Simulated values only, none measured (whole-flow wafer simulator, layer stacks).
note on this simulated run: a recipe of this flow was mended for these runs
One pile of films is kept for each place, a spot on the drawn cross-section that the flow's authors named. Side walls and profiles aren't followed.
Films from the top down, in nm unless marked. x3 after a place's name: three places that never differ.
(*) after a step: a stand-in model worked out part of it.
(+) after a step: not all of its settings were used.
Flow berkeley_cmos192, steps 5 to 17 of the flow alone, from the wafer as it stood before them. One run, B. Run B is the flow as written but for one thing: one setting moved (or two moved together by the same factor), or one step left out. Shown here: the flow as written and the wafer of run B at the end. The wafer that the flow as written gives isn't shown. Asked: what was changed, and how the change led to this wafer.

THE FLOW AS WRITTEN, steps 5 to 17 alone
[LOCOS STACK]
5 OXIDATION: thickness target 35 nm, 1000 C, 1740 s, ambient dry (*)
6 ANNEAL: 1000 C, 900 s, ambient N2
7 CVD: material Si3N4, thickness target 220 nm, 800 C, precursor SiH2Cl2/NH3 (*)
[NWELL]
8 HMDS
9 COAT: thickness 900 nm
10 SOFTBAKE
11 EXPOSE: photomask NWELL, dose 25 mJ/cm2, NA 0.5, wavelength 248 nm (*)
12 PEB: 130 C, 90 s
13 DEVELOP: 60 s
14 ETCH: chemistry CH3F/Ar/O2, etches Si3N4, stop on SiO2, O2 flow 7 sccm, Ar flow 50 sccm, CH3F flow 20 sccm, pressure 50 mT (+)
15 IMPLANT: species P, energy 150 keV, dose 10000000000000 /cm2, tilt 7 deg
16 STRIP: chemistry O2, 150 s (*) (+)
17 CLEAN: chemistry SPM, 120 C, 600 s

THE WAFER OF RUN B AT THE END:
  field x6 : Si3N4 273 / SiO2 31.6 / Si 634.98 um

The cause: step 7, CVD: thickness target 273 nm was run, where the flow has thickness target 220 nm.
It can be read off the wafer: field x6 has Si3N4 273, and step 7 as written asks for 220 nm.

How the change led to this, step by step:
  7 CVD: material Si3N4, thickness target 220 nm, 800 C, precursor SiH2Cl2/NH3 (*)
      field x6, sd_p x3: Si3N4 +273 (new film) (as written it would be: Si3N4 +220 (new film))
  14 ETCH: chemistry CH3F/Ar/O2, etches Si3N4, stop on SiO2, O2 flow 7 sccm, Ar flow 50 sccm, CH3F flow 20 sccm, pressure 50 mT (+)
      field x6: KrF-resist -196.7 (as written it would be: KrF-resist -161.3)
      sd_p x3: Si3N4 -273 (all of it), SiO2 -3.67 (as written it would be: Si3N4 -220 (all of it), SiO2 -3.67)
  16 STRIP: chemistry O2, 150 s (*) (+)
      field x6: KrF-resist -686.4 (all of it) (as written it would be: KrF-resist -721.7 (all of it))
